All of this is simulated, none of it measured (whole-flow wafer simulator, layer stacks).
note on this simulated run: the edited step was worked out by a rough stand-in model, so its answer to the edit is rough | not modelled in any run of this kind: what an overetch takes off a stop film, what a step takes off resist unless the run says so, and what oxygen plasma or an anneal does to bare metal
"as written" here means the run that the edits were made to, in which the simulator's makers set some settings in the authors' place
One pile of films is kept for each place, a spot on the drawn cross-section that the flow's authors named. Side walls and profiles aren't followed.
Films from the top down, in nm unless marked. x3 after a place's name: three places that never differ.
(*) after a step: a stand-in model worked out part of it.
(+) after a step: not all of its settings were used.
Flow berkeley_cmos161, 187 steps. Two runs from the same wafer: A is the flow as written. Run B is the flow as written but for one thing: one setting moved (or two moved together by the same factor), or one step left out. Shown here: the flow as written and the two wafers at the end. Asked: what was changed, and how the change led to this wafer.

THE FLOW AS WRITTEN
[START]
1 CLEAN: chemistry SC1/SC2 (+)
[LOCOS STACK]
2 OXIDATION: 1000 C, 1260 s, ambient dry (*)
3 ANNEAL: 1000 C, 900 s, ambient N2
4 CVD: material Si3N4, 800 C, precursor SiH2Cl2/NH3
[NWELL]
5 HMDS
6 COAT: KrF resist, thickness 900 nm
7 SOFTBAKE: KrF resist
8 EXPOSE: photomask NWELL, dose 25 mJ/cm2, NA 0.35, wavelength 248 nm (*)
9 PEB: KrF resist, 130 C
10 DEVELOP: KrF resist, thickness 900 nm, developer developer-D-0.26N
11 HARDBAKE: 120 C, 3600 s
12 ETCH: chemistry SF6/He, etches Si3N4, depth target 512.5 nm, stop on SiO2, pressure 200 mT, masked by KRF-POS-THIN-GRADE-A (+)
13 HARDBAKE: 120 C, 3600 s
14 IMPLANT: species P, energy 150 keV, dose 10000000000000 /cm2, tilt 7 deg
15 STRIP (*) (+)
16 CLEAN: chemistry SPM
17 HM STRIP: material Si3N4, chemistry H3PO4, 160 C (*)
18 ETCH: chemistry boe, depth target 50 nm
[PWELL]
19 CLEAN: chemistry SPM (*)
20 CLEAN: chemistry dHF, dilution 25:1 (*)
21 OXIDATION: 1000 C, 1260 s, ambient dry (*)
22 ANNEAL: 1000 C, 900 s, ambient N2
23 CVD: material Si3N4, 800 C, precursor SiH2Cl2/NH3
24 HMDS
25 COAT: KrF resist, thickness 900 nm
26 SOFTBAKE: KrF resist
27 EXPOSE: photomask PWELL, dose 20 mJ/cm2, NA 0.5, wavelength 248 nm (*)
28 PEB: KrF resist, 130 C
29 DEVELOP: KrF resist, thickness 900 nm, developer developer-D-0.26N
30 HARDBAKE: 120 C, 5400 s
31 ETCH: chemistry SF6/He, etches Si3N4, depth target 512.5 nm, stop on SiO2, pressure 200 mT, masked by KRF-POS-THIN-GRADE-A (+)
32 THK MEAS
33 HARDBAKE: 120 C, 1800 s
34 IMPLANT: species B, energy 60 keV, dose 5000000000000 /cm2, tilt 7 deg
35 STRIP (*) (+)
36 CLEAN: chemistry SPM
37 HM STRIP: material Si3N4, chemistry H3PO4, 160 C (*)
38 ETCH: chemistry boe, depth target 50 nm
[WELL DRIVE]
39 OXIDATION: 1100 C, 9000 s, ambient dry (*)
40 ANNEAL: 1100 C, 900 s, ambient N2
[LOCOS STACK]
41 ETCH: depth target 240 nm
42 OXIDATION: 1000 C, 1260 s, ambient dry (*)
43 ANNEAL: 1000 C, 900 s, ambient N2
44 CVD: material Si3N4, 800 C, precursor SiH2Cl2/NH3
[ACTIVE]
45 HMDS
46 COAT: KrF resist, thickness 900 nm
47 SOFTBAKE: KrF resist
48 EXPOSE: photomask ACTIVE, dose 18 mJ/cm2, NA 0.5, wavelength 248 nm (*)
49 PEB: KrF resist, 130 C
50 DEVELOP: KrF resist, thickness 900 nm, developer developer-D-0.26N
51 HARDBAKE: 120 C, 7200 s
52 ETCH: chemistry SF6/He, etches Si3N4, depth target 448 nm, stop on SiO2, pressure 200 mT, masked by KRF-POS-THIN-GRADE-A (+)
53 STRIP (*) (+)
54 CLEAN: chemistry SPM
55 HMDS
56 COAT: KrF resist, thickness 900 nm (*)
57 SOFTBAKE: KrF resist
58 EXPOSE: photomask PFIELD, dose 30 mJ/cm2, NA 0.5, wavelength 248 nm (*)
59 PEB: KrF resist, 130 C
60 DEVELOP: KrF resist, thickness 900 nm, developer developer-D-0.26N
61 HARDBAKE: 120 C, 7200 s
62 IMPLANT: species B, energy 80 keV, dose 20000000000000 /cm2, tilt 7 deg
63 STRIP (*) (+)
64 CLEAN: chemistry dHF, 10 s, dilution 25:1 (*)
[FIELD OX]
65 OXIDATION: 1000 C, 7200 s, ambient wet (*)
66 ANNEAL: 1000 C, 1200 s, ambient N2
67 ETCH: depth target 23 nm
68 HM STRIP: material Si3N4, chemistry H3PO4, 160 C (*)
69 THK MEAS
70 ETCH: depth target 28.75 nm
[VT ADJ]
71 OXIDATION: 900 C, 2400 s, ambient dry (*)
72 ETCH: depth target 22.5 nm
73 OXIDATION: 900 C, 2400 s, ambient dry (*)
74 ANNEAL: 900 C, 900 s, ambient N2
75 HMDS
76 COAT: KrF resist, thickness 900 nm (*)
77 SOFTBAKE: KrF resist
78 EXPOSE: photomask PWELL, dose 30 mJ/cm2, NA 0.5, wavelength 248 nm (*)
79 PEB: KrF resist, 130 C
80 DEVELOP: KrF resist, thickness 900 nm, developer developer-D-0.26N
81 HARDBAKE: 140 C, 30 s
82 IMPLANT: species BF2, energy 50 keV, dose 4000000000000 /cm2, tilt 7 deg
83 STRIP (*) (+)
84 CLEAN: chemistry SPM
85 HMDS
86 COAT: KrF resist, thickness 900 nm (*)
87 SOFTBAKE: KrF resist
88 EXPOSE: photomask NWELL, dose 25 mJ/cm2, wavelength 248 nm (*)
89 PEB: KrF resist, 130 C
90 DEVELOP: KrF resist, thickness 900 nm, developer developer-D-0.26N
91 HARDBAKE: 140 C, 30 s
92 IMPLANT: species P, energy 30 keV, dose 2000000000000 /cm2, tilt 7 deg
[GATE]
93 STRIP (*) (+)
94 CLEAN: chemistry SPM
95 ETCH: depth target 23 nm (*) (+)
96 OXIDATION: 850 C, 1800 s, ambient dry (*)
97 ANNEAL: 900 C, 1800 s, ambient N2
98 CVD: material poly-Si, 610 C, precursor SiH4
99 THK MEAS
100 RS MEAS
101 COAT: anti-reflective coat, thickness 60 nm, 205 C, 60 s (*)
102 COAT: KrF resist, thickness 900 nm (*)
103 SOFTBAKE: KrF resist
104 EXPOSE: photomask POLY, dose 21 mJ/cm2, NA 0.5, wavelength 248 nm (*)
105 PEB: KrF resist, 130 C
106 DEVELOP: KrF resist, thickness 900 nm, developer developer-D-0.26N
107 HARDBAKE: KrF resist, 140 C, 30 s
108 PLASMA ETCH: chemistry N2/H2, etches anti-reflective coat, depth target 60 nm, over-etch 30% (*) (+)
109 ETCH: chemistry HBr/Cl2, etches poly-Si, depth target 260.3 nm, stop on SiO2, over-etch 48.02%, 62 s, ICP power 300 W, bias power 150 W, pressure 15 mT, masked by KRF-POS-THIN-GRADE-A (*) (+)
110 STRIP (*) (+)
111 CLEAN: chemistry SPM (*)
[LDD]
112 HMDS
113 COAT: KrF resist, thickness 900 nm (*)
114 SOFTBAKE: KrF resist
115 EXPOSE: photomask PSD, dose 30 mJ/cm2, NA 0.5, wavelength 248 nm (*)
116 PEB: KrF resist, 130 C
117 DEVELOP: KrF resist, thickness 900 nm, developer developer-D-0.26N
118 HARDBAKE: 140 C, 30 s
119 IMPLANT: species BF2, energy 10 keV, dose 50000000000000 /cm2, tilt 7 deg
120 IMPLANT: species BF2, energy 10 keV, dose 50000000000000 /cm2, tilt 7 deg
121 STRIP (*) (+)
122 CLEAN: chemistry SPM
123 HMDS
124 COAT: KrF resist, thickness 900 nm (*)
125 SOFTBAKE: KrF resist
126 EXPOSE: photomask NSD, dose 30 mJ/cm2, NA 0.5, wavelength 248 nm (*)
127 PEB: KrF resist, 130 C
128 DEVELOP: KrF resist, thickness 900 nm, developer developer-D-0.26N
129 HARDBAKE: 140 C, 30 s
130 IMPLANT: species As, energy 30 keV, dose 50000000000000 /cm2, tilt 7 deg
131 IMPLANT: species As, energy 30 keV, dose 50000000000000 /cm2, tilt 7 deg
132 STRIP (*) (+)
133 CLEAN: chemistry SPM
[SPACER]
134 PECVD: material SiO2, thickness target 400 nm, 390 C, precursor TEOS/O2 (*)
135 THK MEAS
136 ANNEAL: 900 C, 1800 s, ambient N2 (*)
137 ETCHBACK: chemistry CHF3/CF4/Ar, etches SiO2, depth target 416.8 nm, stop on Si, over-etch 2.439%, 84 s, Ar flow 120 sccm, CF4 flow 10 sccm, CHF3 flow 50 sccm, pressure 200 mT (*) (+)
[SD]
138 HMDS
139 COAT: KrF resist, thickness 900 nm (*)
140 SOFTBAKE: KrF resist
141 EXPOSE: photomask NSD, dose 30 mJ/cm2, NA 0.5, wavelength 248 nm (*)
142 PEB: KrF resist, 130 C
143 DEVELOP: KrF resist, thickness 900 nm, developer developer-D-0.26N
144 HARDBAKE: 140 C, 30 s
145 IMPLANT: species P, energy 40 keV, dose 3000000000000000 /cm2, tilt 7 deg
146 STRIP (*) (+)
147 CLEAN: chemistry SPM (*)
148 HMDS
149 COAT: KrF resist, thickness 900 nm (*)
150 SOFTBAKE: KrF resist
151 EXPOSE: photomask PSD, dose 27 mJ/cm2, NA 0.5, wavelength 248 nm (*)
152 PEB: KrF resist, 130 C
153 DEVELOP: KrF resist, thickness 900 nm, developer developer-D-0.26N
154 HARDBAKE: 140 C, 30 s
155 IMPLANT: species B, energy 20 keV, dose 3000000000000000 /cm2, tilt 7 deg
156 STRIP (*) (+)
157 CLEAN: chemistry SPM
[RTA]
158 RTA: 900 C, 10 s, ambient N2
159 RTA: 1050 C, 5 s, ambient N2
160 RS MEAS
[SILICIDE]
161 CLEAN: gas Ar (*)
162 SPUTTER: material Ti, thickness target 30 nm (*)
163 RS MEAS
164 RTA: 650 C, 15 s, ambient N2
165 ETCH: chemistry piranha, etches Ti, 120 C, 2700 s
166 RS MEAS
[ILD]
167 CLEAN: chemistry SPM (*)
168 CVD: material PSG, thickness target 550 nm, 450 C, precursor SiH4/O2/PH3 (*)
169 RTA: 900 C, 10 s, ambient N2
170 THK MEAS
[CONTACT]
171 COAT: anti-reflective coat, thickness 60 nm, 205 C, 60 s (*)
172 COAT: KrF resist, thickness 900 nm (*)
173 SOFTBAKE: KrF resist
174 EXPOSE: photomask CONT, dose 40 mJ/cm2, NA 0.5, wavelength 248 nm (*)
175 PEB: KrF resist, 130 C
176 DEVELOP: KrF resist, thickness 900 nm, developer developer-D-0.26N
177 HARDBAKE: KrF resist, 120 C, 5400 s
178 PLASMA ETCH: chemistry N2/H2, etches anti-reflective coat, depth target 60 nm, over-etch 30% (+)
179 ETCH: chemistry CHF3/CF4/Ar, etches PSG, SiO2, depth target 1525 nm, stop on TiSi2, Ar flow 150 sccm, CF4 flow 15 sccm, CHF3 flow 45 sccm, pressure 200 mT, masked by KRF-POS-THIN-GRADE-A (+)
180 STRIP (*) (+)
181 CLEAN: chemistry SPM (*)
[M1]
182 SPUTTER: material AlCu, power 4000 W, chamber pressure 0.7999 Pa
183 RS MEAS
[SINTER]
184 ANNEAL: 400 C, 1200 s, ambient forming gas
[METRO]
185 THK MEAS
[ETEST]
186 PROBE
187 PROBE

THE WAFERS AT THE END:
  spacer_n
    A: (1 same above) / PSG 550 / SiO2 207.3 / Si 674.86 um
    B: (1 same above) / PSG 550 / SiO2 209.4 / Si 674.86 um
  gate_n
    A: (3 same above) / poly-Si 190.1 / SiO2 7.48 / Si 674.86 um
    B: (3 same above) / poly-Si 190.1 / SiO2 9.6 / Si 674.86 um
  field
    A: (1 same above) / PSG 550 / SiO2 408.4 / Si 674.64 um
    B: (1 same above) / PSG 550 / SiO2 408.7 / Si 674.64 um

The cause: step 96, OXIDATION: 2700 s was run, where the flow has 1800 s.

How the change led to this, step by step:
  96 OXIDATION: 850 C, 1800 s, ambient dry (*)
      sd_n, spacer_n, gate_n, sd_p, spacer_p, gate_p, contact, m1: A SiO2 +7.48 (new film), Si -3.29 | B SiO2 +9.6 (new film), Si -4.22
